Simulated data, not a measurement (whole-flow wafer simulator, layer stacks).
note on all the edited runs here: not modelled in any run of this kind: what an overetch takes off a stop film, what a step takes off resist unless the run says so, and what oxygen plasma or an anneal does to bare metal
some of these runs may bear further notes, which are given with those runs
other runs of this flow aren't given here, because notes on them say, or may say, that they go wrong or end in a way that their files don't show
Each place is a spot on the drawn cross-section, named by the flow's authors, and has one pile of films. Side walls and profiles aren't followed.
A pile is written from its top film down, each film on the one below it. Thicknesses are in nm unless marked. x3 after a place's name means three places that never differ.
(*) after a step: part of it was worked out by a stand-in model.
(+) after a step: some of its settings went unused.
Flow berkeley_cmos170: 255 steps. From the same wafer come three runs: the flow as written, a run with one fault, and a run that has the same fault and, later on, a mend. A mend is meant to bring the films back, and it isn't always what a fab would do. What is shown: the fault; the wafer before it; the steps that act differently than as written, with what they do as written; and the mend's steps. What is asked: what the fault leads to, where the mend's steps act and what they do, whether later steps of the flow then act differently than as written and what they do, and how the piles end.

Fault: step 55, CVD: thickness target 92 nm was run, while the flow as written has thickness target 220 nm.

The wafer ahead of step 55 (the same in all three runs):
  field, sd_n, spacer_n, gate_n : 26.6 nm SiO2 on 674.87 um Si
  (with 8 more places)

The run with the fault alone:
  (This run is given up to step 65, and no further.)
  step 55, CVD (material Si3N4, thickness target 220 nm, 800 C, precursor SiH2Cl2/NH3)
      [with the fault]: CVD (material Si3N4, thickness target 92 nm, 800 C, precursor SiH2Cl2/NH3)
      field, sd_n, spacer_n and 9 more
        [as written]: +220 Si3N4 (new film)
        [with the fault]: +92 Si3N4 (new film)
  Later steps of the flow acting differently than as written:
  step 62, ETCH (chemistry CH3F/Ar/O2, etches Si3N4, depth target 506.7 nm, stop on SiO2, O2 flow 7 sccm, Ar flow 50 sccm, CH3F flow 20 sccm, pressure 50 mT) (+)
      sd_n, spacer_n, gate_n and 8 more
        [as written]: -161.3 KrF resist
        [with the fault]: -76 KrF resist
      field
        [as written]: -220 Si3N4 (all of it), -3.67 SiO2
        [with the fault]: -92 Si3N4 (all of it), -3.67 SiO2
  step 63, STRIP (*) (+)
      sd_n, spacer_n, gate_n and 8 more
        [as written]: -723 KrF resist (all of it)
        [with the fault]: -808.4 KrF resist (all of it)
  The piles after step 65 differ from the flow's at sd_n, spacer_n, gate_n and 8 more by more than 2% or 0.5 nm, whichever is larger.
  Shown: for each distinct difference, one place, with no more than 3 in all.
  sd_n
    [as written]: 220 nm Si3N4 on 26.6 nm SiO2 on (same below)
    [with the fault]: 92 nm Si3N4 on 26.6 nm SiO2 on (same below)

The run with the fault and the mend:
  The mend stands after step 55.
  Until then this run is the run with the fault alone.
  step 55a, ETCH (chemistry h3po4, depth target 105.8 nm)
      field, sd_n, spacer_n and 9 more
        -92 Si3N4 (all of it)
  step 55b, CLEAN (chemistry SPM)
      does not change any film at any place that is followed
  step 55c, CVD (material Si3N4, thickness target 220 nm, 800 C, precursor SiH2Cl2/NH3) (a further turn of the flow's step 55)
      field, sd_n, spacer_n and 9 more
        +220 Si3N4 (new film)
  Later steps of the flow that are run all act as written at every place that is followed.
  At every place that both follow, the piles at the end match the flow's.
